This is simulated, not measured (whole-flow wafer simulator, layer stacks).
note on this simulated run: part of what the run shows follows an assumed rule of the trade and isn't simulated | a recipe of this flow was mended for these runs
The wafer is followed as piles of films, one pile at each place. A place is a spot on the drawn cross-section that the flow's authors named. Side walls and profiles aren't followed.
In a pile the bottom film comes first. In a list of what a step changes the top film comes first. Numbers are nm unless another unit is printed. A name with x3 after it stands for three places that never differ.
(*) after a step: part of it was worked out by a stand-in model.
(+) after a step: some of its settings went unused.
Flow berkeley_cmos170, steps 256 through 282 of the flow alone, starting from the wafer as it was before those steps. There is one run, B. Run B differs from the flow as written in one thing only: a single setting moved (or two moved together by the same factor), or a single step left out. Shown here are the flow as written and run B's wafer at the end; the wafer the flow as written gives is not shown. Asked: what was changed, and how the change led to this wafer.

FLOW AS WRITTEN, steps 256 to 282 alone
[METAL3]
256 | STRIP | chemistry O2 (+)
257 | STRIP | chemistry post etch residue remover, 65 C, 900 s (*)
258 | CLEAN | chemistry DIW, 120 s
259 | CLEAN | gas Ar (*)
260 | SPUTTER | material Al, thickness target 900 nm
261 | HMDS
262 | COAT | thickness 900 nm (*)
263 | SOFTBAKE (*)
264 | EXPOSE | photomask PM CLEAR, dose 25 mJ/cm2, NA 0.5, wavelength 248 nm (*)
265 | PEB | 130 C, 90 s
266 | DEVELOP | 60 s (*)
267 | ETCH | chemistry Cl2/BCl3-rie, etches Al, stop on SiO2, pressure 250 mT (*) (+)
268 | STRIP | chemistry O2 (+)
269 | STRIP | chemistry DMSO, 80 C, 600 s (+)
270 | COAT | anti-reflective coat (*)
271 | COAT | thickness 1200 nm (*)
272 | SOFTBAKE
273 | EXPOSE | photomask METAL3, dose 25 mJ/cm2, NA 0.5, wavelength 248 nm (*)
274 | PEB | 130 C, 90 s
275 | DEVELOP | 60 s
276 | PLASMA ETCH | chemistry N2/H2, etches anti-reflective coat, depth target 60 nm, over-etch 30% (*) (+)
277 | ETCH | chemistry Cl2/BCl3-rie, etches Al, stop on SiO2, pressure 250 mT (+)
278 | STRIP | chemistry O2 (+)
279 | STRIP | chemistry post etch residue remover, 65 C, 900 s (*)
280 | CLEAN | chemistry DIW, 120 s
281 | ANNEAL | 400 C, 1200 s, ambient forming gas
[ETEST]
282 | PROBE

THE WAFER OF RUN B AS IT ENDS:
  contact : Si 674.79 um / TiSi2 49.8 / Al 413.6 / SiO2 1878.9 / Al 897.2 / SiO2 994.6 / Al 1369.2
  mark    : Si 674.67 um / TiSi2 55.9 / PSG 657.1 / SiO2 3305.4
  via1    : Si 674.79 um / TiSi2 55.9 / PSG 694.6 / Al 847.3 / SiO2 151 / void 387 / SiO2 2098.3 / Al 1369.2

The reason: step 260, SPUTTER: thickness target 1372 nm was run, though the flow has thickness target 900 nm.

The path from the change to this, step by step:
  260 | SPUTTER | material Al, thickness target 900 nm
      field, mark, sd_n and 9 more: Al gains 1372 (new film) (as written it would have been: Al gains 900 (new film))
      via2: Al gains 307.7 (as written it would have been: Al gains 259.4)
  262 | COAT | thickness 900 nm (*)
      via2: KrF-resist gains 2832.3 (new film) (as written it would have been: KrF-resist gains 2428.6 (new film))
  265 | PEB | 130 C, 90 s
      via2: KrF-resist loses 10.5 (as written it would have been: KrF-resist loses 7.55)
  267 | ETCH | chemistry Cl2/BCl3-rie, etches Al, stop on SiO2, pressure 250 mT (*) (+)
      field, sd_n, spacer_n and 9 more: KrF-resist loses 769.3 (as written it would have been: KrF-resist loses 533.3)
      mark: Al loses 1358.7 (all of it), SiO2 loses 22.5 (as written it would have been: Al loses 886.7 (all of it), SiO2 loses 22.5)
  268 | STRIP | chemistry O2 (+)
      field, spacer_n, gate_n: KrF-resist loses 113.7 (all of it) (as written it would have been: KrF-resist loses 349.7 (all of it))
      spacer_p, gate_p: KrF-resist loses 113.5 (all of it) (as written it would have been: KrF-resist loses 349.6 (all of it))
      (and at 7 other places as well)
  270 | COAT | anti-reflective coat (*)
      via2: anti-reflective coat gains 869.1 (new film) (as written it would have been: anti-reflective coat gains 671.1 (new film))
  271 | COAT | thickness 1200 nm (*)
      m1: KrF-resist gains 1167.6 (new film) (as written it would have been: KrF-resist gains 1194.3 (new film))
      m2: KrF-resist gains 1169.5 (new film) (as written it would have been: KrF-resist gains 1207.4 (new film))
      (and at 1 other place as well)
  274 | PEB | 130 C, 90 s
      via2: KrF-resist loses 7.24 (as written it would have been: KrF-resist loses 6.08)
  277 | ETCH | chemistry Cl2/BCl3-rie, etches Al, stop on SiO2, pressure 250 mT (+)
      field, sd_n, spacer_n, gate_n, sd_p, spacer_p, gate_p: Al loses 1372 (all of it), SiO2 loses 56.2 (as written it would have been: Al loses 900 (all of it), SiO2 loses 56.2)
      contact, m1, via1, m2, via2: KrF-resist loses 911 (as written it would have been: KrF-resist loses 675)
      (and at 1 other place as well)
  278 | STRIP | chemistry O2 (+)
      contact: KrF-resist loses 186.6 (all of it), anti-reflective coat loses 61 (all of it) (as written it would have been: KrF-resist loses 424 (all of it), anti-reflective coat loses 61.1 (all of it))
      m1: KrF-resist loses 160.9 (all of it), anti-reflective coat loses 41 (all of it) (as written it would have been: KrF-resist loses 423.6 (all of it), anti-reflective coat loses 40.9 (all of it))
      (and at 3 other places as well)
